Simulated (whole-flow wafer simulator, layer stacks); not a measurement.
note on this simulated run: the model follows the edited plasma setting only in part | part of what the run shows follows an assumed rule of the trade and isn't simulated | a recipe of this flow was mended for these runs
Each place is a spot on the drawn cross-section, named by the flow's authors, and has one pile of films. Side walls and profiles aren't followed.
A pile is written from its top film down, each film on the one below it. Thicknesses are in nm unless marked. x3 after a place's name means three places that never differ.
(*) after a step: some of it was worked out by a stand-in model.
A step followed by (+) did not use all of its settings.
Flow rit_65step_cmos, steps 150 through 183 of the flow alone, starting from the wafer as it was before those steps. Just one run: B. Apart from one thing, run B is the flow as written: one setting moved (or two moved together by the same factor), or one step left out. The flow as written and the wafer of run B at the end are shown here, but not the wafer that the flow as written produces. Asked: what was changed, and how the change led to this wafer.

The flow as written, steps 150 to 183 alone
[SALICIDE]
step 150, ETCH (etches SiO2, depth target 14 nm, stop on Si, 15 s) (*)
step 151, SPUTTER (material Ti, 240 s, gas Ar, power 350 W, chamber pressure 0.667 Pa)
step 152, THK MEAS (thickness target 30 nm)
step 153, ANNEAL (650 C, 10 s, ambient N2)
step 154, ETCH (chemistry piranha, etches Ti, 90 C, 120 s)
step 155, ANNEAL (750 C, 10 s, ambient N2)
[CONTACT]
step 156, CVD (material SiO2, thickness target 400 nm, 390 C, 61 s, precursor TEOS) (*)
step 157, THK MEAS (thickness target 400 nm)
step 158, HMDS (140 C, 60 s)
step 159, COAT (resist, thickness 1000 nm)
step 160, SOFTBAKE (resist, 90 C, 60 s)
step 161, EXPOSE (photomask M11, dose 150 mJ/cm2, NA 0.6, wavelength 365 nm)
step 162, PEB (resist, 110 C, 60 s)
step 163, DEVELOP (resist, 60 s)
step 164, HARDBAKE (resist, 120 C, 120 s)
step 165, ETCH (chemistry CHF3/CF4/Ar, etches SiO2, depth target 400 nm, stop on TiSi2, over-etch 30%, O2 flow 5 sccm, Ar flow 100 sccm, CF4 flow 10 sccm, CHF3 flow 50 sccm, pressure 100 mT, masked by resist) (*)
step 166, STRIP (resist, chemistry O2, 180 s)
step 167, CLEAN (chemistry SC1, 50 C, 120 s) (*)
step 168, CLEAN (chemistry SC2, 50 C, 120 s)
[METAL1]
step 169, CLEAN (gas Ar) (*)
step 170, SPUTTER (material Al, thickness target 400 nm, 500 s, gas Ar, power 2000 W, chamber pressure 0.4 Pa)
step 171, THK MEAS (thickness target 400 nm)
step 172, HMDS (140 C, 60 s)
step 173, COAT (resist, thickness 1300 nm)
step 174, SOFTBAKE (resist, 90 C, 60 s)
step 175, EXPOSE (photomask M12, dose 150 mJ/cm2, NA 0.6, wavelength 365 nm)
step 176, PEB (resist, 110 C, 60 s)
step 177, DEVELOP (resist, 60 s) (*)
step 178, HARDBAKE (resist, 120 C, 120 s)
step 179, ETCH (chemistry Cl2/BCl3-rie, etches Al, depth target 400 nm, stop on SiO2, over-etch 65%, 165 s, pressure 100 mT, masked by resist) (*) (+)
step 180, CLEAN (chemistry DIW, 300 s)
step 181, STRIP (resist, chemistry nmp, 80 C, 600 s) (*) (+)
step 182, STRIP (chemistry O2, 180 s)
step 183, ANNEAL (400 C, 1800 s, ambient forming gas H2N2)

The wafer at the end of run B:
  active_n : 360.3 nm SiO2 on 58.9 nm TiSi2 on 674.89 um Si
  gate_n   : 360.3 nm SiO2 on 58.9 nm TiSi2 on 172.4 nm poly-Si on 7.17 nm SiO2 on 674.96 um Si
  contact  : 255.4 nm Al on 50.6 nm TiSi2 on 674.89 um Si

What caused this: step 151, SPUTTER: power 369 W was run, though the flow has power 350 W.

Step by step, how the change led to this:
  step 151, SPUTTER (material Ti, 240 s, gas Ar, power 350 W, chamber pressure 0.667 Pa)
      field, field_pw, field_nw and 11 more: +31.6 Ti (new film) (it would be, as written: +30 Ti (new film))
  step 153, ANNEAL (650 C, 10 s, ambient N2)
      active_n, active_p, sd_n, sd_p, contact, m1: -24.7 Ti, +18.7 TiSi first (new film), +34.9 TiSi2 C49 (new film), -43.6 Si (it would be, as written: -23.4 Ti, +15 TiSi first (new film), +37.2 TiSi2 C49 (new film), -43.1 Si)
      gate_n, gate_p: -24.7 Ti, +18.7 TiSi first (new film), +34.9 TiSi2 C49 (new film), -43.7 poly-Si (it would be, as written: -23.4 Ti, +15 TiSi first (new film), +37.2 TiSi2 C49 (new film), -43.3 poly-Si)
  step 154, ETCH (chemistry piranha, etches Ti, 90 C, 120 s)
      field, field_pw, field_nw, field_p, spacer, spacer_p: -31.6 Ti (all of it) (it would be, as written: -30 Ti (all of it))
  step 155, ANNEAL (750 C, 10 s, ambient N2)
      active_n, active_p, sd_n, sd_p, contact, m1: +58.9 TiSi2 (new film), -18.6 TiSi first (all of it), -34.9 TiSi2 C49 (all of it), -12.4 Si (it would be, as written: +55.9 TiSi2 (new film), -14.9 TiSi first (all of it), -37.2 TiSi2 C49 (all of it), -9.91 Si)
      gate_n, gate_p: +58.9 TiSi2 (new film), -18.6 TiSi first (all of it), -34.9 TiSi2 C49 (all of it), -12.4 poly-Si (it would be, as written: +55.9 TiSi2 (new film), -14.9 TiSi first (all of it), -37.2 TiSi2 C49 (all of it), -9.95 poly-Si)
